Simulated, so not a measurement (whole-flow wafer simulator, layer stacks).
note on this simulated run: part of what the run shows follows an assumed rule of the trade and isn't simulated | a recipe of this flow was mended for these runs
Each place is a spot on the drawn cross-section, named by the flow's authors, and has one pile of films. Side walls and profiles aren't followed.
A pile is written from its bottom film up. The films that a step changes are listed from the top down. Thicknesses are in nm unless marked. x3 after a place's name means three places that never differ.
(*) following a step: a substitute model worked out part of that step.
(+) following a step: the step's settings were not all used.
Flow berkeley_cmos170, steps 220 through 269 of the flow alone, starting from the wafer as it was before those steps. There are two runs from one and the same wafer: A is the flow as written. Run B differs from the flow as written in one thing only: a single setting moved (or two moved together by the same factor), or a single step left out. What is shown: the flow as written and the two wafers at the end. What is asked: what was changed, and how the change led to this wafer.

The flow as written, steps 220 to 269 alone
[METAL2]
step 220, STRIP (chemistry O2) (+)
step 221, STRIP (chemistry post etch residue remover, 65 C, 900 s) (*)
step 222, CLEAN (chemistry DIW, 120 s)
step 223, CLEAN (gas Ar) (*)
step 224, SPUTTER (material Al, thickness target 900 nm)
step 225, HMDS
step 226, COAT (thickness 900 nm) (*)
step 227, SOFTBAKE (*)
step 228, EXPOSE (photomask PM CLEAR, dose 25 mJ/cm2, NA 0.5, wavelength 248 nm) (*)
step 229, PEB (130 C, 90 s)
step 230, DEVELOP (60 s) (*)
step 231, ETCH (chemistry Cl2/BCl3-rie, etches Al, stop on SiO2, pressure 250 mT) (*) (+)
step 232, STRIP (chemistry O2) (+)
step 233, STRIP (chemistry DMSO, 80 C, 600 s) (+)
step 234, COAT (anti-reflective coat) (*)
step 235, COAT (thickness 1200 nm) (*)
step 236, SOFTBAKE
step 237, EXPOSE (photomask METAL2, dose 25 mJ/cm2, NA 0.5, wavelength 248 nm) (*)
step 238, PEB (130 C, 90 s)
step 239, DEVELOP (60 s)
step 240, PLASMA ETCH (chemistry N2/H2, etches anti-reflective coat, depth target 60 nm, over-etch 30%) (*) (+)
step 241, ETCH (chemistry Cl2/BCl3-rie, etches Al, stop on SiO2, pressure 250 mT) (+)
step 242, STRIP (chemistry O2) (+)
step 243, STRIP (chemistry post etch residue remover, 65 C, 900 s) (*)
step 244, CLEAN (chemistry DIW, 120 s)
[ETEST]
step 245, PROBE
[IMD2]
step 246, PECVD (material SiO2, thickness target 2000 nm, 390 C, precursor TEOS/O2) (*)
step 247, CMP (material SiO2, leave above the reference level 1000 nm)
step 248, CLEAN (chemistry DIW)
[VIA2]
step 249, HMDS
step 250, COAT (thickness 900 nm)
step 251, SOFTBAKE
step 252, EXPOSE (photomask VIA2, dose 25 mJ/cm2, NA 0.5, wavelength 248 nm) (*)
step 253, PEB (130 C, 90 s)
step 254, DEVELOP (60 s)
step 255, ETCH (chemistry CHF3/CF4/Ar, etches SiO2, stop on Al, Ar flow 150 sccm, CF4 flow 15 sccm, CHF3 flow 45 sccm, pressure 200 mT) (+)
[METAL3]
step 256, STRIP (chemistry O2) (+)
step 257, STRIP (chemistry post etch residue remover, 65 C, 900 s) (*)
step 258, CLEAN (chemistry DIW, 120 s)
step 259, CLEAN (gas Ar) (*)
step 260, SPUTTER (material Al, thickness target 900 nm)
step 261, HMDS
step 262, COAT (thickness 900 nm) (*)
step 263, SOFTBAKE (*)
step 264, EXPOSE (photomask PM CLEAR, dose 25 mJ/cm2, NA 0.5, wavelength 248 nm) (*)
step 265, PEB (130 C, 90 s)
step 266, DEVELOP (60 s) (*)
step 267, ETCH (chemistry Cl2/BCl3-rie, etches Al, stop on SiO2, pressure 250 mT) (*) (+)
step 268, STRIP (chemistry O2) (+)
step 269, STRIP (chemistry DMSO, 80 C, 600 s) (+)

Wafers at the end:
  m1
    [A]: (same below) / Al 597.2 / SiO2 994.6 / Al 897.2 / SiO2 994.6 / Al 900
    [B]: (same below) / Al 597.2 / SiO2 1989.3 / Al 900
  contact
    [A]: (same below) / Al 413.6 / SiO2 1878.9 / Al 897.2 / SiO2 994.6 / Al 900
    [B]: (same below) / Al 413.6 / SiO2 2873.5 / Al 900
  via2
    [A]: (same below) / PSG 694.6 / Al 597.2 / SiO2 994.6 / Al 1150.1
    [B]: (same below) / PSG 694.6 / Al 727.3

What caused this: step 224, SPUTTER: material Al, thickness target 900 nm, was skipped.

The path from the change to this, step by step:
  step 226, COAT (thickness 900 nm) (*)
      via1: A +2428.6 KrF-resist (new film) | B +1807.8 KrF-resist (new film)
  step 229, PEB (130 C, 90 s)
      via1: A -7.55 KrF-resist | B -4.59 KrF-resist
  step 230, DEVELOP (60 s) (*)
      mark: A -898 KrF-resist (all of it), -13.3 Al | B -898 KrF-resist (all of it)
  step 231, ETCH (chemistry Cl2/BCl3-rie, etches Al, stop on SiO2, pressure 250 mT) (*) (+)
      mark: A -886.7 Al (all of it), -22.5 SiO2 | B -112.5 SiO2
      field, sd_n, spacer_n and 9 more: A -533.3 KrF-resist | B -450 KrF-resist
  step 232, STRIP (chemistry O2) (+)
      field, spacer_n, gate_n: A -349.7 KrF-resist (all of it) | B -433 KrF-resist (all of it)
      spacer_p, gate_p: A -349.4 KrF-resist (all of it) | B -432.8 KrF-resist (all of it)
      (also at 7 further places)
  step 234, COAT (anti-reflective coat) (*)
      m1: A +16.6 anti-reflective coat (new film) | B +14.5 anti-reflective coat (new film)
      via1: A +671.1 anti-reflective coat (new film) | B +359.6 anti-reflective coat (new film)
      (also at 2 further places)
  step 235, COAT (thickness 1200 nm) (*)
      via1: A +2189 KrF-resist (new film) | B +1841.4 KrF-resist (new film)
  step 238, PEB (130 C, 90 s)
      via1: A -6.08 KrF-resist | B -4.69 KrF-resist
  step 240, PLASMA ETCH (chemistry N2/H2, etches anti-reflective coat, depth target 60 nm, over-etch 30%) (*) (+)
      field, spacer_n, gate_n: A -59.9 anti-reflective coat (all of it) | B -60 anti-reflective coat (all of it), -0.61 SiO2
      spacer_p, gate_p: A -60 anti-reflective coat (all of it) | B -60 anti-reflective coat (all of it), -0.61 SiO2
      (also at 1 further place)
  step 241, ETCH (chemistry Cl2/BCl3-rie, etches Al, stop on SiO2, pressure 250 mT) (+)
      field, sd_n, spacer_n, gate_n, sd_p, spacer_p, gate_p: A -900 Al (all of it), -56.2 SiO2 | B -112.5 SiO2
      contact, m1, via1, m2, via2: A -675 KrF-resist | B -450 KrF-resist
      (also at 1 further place)
  step 242, STRIP (chemistry O2) (+)
      contact: A -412 KrF-resist (all of it), -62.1 anti-reflective coat (all of it) | B -633 KrF-resist (all of it), -61.1 anti-reflective coat (all of it)
      m1: A -433.1 KrF-resist (all of it), -16.6 anti-reflective coat (all of it) | B -644.4 KrF-resist (all of it), -14.5 anti-reflective coat (all of it)
      (also at 3 further places)
  step 243, STRIP (chemistry post etch residue remover, 65 C, 900 s) (*)
      contact, m1, m2, via2: A -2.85 Al | B nothing
  step 246, PECVD (material SiO2, thickness target 2000 nm, 390 C, precursor TEOS/O2) (*)
      contact, m1, m2, via2: A +2000 SiO2 (new film) | B +2000 SiO2
      via1: A +3103.6 SiO2 (new film), +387 void (new film), +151 SiO2 (new film) | B +2000 SiO2 (new film), +218.4 void (new film), +785.5 SiO2 (new film)
  step 247, CMP (material SiO2, leave above the reference level 1000 nm)
      mark: A nothing | B -774.4 SiO2
      field, spacer_n, gate_n, sd_p, spacer_p, gate_p: A -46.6 SiO2 | B -886.9 SiO2
      (also at 1 further place)
  step 255, ETCH (chemistry CHF3/CF4/Ar, etches SiO2, stop on Al, Ar flow 150 sccm, CF4 flow 15 sccm, CHF3 flow 45 sccm, pressure 200 mT) (+)
      field, mark, sd_n and 9 more: A -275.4 KrF-resist | B -524.1 KrF-resist
      via2: A -1000 SiO2 (all of it), -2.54 Al | B -1994.6 SiO2 (all of it), -2.54 Al
  step 256, STRIP (chemistry O2) (+)
      field, mark, sd_n and 9 more: A -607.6 KrF-resist (all of it) | B -359 KrF-resist (all of it)
  ... 3 further steps ...
  step 268, STRIP (chemistry O2) (+)
      m1: A -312 KrF-resist (all of it) | B -276.7 KrF-resist (all of it)
      via1: A -335.1 KrF-resist (all of it) | B -321.3 KrF-resist (all of it)
      (also at 2 further places)
If metal films that touch count as one body, m1 has 2 bodies (between them, from the top down: SiO2 1989.3); the flow as written gives 3 bodies (between them, from the top down: SiO2 994.6; SiO2 994.6).
If metal films that touch count as one body, contact has 2 bodies (between them, from the top down: SiO2 2873.5); the flow as written gives 3 bodies (between them, from the top down: SiO2 994.6; SiO2 1878.9).
If metal films that touch count as one body, via2 has 1 body; the flow as written gives 2 bodies (between them, from the top down: SiO2 994.6).
